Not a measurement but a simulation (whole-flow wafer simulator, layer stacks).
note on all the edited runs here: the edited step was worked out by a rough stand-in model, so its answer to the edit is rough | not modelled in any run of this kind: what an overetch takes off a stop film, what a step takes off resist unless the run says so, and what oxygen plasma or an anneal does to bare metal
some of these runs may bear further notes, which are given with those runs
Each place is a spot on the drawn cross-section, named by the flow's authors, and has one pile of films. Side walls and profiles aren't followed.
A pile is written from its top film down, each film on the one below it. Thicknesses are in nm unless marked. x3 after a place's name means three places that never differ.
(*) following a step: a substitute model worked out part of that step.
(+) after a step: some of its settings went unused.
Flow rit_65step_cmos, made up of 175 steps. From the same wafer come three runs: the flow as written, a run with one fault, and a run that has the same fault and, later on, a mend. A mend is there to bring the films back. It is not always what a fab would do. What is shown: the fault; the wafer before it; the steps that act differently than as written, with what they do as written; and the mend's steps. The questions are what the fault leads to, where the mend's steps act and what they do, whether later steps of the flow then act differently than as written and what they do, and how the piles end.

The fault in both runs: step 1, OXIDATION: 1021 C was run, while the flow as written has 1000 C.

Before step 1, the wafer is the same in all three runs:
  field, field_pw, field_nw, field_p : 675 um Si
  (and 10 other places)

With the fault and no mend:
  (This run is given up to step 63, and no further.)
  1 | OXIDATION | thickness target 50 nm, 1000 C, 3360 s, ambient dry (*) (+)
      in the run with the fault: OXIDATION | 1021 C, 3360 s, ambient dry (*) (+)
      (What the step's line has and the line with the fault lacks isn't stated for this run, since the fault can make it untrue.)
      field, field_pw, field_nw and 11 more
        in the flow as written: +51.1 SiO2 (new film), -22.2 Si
        in the run with the fault: +62.2 SiO2 (new film), -27.1 Si
  Steps further on in the flow that do not act as written (21 more steps, not shown, differ only slightly: by at most 2% or 0.5 nm, whichever is larger):
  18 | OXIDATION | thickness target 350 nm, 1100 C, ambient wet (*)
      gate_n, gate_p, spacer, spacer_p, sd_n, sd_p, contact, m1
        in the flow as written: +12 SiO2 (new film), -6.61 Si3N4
        in the run with the fault: +12 SiO2 (new film), -6.61 Si3N4, +0.04 SiO2
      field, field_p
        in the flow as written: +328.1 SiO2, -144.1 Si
        in the run with the fault: +320.1 SiO2, -140.6 Si
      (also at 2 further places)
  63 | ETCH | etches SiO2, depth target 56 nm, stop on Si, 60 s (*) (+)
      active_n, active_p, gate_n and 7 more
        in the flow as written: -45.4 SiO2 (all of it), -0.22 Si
        in the run with the fault: -56 SiO2
  The piles after step 63 differ from the flow's at active_n, active_p, gate_n and 7 more by more than 2% or 0.5 nm, whichever is larger.
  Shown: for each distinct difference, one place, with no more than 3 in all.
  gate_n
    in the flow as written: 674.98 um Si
    in the run with the fault: 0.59 nm SiO2 on 674.97 um Si
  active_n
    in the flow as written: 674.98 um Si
    in the run with the fault: 0.54 nm SiO2 on 674.97 um Si

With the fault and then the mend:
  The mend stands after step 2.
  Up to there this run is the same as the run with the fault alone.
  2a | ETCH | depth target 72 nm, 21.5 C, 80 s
      field, field_pw, field_nw and 11 more
        -62.2 SiO2 (all of it)
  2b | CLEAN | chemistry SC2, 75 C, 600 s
      field, field_pw, field_nw and 11 more
        +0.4 chemical SiO2 (new film), -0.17 Si
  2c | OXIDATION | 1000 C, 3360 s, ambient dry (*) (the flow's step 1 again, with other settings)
      field, field_pw, field_nw and 11 more
        +51 SiO2 (new film), -0.4 chemical SiO2 (all of it), -22.3 Si
  Steps further on in the flow that do not act as written (17 more steps, not shown, differ only slightly: by at most 2% or 0.5 nm, whichever is larger):
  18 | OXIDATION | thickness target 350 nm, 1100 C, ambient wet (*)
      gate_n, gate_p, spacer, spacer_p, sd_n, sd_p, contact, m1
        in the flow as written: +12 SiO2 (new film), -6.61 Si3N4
        in the run with the mend: +12 SiO2 (new film), -6.61 Si3N4, +0.03 SiO2
  When the end is reached, the piles differ only a little from the flow's at the places that both follow, at most by 2% or 0.5 nm, whichever is larger.
